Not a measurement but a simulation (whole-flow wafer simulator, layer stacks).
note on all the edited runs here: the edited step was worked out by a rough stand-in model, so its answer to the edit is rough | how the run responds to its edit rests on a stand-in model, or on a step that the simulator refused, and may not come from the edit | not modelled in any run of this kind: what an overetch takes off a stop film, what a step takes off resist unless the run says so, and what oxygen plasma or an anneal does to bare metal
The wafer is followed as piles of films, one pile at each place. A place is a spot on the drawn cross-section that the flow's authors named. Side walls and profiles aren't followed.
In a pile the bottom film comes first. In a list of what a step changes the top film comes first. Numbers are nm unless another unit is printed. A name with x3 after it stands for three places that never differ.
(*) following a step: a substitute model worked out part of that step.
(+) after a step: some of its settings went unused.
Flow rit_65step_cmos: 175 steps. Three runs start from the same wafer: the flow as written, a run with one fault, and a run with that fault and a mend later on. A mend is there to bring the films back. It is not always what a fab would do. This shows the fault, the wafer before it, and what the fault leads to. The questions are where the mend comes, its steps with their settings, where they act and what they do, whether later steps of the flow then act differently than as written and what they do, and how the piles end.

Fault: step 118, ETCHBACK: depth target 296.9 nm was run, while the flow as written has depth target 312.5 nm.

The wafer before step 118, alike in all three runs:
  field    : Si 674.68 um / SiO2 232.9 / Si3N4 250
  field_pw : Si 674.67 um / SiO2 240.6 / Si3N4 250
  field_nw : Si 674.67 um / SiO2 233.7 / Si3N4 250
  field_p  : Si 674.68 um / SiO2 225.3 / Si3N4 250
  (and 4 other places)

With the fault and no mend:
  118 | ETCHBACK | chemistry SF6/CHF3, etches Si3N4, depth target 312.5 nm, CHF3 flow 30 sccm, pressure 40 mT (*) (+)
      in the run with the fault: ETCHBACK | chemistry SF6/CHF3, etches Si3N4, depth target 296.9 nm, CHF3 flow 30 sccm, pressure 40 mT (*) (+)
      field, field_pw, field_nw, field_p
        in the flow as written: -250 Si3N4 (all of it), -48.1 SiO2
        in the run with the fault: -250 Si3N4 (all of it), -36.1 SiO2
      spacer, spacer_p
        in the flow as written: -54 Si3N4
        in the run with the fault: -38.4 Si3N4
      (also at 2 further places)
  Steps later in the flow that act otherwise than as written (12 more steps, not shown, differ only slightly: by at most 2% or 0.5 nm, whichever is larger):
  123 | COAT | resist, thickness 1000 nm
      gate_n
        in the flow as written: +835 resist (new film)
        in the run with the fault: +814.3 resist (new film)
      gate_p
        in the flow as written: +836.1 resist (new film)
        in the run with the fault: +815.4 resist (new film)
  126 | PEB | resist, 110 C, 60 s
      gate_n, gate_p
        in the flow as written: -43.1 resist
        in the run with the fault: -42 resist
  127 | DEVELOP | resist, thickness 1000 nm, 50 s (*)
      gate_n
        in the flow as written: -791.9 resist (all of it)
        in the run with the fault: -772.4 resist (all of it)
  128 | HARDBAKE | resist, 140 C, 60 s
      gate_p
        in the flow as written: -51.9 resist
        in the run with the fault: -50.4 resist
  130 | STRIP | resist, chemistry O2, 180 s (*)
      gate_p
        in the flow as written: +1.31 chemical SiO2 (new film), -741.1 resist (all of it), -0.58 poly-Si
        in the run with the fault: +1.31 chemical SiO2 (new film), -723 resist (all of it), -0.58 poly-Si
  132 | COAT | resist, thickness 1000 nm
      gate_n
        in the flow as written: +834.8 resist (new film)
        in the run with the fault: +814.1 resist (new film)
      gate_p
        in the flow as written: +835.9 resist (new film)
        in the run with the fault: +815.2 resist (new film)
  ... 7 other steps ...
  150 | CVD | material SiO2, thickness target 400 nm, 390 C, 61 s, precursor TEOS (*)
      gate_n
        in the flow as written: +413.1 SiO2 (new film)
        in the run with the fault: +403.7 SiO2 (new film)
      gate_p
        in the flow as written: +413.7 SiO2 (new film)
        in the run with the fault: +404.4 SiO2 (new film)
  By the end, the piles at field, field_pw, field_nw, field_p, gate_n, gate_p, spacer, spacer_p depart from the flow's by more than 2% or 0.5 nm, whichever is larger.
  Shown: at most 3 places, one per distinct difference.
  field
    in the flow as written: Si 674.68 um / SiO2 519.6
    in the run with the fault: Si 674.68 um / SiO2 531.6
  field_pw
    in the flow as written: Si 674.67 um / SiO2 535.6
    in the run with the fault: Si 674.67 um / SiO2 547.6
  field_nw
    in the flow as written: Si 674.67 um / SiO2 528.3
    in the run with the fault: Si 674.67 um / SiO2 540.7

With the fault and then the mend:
  The mend follows step 121.
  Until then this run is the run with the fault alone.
  121a | ETCHBACK | chemistry SF6/CHF3, etches Si3N4, depth target 15.6 nm, CHF3 flow 30 sccm, pressure 40 mT (*) (+) (a further turn of the flow's step 118, with different settings)
      field, field_pw, field_nw, field_p
        -12 SiO2
      gate_n, gate_p
        -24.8 poly-Si
      spacer, spacer_p
        -15.6 Si3N4
  Every later step of the flow that is run acts as written at every place that is followed.
  By the end, the piles equal the flow's at every place that both follow.
